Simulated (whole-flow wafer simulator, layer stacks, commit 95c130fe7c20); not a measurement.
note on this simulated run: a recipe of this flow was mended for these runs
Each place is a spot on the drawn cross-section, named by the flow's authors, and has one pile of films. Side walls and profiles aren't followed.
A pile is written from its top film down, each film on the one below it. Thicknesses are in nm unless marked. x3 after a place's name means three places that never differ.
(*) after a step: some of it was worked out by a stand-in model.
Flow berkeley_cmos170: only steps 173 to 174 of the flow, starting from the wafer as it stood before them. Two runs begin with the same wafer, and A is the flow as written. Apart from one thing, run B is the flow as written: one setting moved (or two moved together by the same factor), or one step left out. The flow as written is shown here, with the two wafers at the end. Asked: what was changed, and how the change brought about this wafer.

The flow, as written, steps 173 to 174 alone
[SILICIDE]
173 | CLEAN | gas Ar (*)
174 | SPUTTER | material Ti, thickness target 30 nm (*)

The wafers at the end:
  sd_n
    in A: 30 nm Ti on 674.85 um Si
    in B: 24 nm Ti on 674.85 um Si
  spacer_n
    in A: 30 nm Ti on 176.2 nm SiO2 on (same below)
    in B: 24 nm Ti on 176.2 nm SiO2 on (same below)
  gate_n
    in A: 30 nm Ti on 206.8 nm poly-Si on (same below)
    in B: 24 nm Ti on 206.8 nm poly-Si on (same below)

The reason: step 174, SPUTTER: thickness target 24 nm was run, though the flow has thickness target 30 nm.
The wafer itself shows it: sd_n has Ti 24, and step 174 as written asks for 30 nm.

How this came from the change, step by step:
  174 | SPUTTER | material Ti, thickness target 30 nm (*)
      field, mark, sd_n and 10 more: A +30 Ti (new film) | B +24 Ti (new film)
